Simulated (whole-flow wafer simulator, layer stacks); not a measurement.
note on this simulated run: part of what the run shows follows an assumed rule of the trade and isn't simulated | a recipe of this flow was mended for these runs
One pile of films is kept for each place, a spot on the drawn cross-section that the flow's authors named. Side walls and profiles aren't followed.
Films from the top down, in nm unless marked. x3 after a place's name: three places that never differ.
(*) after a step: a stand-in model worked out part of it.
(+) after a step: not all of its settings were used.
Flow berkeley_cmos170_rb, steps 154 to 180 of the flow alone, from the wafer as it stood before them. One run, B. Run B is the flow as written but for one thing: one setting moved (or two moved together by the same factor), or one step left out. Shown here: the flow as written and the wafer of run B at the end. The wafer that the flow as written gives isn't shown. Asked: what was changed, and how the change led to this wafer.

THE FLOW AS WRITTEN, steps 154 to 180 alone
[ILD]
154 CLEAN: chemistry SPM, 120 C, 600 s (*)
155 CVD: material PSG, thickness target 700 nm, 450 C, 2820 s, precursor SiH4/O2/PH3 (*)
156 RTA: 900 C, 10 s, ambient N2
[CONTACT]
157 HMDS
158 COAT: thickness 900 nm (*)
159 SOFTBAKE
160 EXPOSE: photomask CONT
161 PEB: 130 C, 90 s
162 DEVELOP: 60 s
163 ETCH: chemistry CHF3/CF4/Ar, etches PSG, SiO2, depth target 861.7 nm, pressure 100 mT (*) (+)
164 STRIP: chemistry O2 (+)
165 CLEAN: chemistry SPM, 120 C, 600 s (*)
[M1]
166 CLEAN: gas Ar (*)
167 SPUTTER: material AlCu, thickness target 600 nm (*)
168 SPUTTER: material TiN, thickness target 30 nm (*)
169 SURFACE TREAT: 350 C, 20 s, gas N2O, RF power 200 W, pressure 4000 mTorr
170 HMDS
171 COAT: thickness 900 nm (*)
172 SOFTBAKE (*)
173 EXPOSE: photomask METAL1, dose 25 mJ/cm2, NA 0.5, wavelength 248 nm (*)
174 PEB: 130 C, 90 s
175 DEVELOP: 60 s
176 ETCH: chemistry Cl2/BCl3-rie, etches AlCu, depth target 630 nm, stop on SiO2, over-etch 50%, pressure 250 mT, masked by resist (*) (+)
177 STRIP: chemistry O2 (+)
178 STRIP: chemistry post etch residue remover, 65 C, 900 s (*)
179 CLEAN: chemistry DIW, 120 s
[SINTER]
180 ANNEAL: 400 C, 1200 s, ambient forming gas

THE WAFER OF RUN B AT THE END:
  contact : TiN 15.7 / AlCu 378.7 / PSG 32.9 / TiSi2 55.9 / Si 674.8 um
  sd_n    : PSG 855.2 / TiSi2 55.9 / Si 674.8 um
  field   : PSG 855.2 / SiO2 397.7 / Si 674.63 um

The cause: step 155, CVD: thickness target 900 nm was run, where the flow has thickness target 700 nm; step 155, CVD: 3630 s was run, where the flow has 2820 s.

How the change led to this, step by step:
  155 CVD: material PSG, thickness target 700 nm, 450 C, 2820 s, precursor SiH4/O2/PH3 (*)
      field, sd_n, spacer_n, gate, spacer_p, gate_p, contact, m1: PSG +900 (new film) (as written it would be: PSG +700 (new film))
      sd_p: PSG +900 (new film) (as written it would be: PSG +664.1 (new film))
  158 COAT: thickness 900 nm (*)
      sd_p: KrF-resist +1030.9 (new film) (as written it would be: KrF-resist +1055.8 (new film))
  163 ETCH: chemistry CHF3/CF4/Ar, etches PSG, SiO2, depth target 861.7 nm, pressure 100 mT (*) (+)
      contact: PSG -861.7 (as written it would be: PSG -700 (all of it), TiSi2 -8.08)
  164 STRIP: chemistry O2 (+)
      sd_p: KrF-resist -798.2 (all of it) (as written it would be: KrF-resist -823 (all of it))
  166 CLEAN: gas Ar (*)
      contact: PSG -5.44 (as written it would be: TiSi2 -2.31)
  167 SPUTTER: material AlCu, thickness target 600 nm (*)
      sd_p: AlCu +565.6 (new film) (as written it would be: AlCu +549.6 (new film))
      contact: AlCu +378.7 (new film) (as written it would be: AlCu +415.5 (new film))
  168 SPUTTER: material TiN, thickness target 30 nm (*)
      sd_p: TiN +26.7 (new film) (as written it would be: TiN +25.8 (new film))
  171 COAT: thickness 900 nm (*)
      sd_n: KrF-resist +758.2 (new film) (as written it would be: KrF-resist +804.8 (new film))
      sd_p: KrF-resist +1035.7 (new film) (as written it would be: KrF-resist +1079.4 (new film))
      (and at 2 more places)
  175 DEVELOP: 60 s
      sd_n: KrF-resist -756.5 (all of it) (as written it would be: KrF-resist -803 (all of it))
      sd_p: KrF-resist -1033.4 (all of it) (as written it would be: KrF-resist -1076.9 (all of it))
  176 ETCH: chemistry Cl2/BCl3-rie, etches AlCu, depth target 630 nm, stop on SiO2, over-etch 50%, pressure 250 mT, masked by resist (*) (+)
      sd_p: TiN -26.7 (all of it), AlCu -565.6 (all of it), PSG -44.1 (as written it would be: TiN -25.8 (all of it), AlCu -549.6 (all of it), PSG -46.2)
  177 STRIP: chemistry O2 (+)
      contact: KrF-resist -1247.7 (all of it) (as written it would be: KrF-resist -1121.3 (all of it))
      m1: KrF-resist -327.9 (all of it) (as written it would be: KrF-resist -361.6 (all of it))
